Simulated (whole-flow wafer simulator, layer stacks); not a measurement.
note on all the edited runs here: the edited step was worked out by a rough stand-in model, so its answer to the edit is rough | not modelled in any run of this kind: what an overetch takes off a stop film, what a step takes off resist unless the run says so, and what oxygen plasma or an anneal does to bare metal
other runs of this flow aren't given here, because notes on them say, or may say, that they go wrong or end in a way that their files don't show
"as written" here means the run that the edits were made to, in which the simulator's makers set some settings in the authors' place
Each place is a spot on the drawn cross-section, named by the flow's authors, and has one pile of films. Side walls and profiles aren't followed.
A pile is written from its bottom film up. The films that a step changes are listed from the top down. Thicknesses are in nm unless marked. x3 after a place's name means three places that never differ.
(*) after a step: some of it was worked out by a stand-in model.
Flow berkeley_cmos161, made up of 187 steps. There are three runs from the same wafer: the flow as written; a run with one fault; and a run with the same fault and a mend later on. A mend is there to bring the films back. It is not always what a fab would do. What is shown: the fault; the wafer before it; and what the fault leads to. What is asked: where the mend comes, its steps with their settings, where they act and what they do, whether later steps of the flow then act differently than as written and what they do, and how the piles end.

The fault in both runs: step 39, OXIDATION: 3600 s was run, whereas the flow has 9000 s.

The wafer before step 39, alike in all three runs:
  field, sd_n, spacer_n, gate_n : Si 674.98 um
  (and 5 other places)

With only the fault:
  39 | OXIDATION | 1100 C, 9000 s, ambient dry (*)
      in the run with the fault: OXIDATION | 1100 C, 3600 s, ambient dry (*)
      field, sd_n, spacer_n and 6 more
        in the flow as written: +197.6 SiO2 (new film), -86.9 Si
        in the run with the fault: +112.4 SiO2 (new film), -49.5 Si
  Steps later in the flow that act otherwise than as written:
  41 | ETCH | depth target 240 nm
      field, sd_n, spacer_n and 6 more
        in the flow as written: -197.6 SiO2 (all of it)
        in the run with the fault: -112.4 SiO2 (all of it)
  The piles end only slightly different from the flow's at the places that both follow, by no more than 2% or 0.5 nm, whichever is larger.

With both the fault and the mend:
  The mend stands after step 39.
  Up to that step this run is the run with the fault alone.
  39a | OXIDATION | 1100 C, 5400 s, ambient dry (*) (a further turn of the flow's step 39, with different settings)
      field, sd_n, spacer_n and 6 more
        +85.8 SiO2, -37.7 Si
  Every later step of the flow that is run acts as written, at every place that is followed, to within 2% or 0.5 nm, whichever is larger.
  The piles end only slightly different from the flow's at the places that both follow, by no more than 2% or 0.5 nm, whichever is larger.
